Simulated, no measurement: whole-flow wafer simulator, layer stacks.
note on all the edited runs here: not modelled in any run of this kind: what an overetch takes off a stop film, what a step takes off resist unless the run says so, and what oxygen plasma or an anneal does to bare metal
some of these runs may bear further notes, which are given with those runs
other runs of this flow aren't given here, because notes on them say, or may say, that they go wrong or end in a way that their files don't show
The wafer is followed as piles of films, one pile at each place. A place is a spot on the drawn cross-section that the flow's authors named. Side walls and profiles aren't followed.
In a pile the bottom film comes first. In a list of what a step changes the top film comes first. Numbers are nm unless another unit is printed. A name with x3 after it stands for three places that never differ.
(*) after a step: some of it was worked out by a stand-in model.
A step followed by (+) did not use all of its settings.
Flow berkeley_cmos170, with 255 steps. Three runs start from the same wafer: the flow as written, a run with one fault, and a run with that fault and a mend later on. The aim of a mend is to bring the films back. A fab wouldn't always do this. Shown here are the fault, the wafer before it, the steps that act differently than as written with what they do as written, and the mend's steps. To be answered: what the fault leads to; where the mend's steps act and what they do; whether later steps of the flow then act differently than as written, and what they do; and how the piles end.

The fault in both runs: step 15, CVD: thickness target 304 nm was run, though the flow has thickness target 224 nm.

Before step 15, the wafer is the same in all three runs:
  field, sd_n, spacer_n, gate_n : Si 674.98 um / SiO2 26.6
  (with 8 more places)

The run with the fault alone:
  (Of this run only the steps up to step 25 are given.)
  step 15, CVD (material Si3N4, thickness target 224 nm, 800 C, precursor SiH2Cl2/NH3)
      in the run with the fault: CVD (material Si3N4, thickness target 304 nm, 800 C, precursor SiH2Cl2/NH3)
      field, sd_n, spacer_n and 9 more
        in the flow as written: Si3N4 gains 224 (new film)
        in the run with the fault: Si3N4 gains 304 (new film)
  Later steps of the flow acting differently than as written:
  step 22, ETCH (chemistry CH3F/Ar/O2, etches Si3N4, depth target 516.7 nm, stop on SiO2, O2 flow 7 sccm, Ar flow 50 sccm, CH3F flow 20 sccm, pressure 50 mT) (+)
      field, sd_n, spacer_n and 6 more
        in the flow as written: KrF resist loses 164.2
        in the run with the fault: KrF resist loses 217.6
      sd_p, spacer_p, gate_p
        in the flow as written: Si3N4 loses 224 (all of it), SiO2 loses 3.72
        in the run with the fault: Si3N4 loses 304 (all of it), SiO2 loses 3.72
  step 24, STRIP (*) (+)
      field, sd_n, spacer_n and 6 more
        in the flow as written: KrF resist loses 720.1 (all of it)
        in the run with the fault: KrF resist loses 666.8 (all of it)
  After step 25, at field, sd_n, spacer_n and 6 more, the piles differ from the flow's by more than 2% or 0.5 nm, whichever is larger.
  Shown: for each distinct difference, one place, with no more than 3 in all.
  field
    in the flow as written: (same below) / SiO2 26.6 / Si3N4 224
    in the run with the fault: (same below) / SiO2 26.6 / Si3N4 304

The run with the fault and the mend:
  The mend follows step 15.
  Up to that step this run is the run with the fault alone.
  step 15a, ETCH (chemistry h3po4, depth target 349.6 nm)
      field, sd_n, spacer_n and 9 more
        Si3N4 loses 304 (all of it)
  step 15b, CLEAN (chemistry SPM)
      alters no film at any place that is followed
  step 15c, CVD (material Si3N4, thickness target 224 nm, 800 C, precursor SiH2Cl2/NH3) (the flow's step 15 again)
      field, sd_n, spacer_n and 9 more
        Si3N4 gains 224 (new film)
  Every later step of the flow that is run acts as written at every place that is followed.
  The piles end the same as the flow's at every place that both follow.
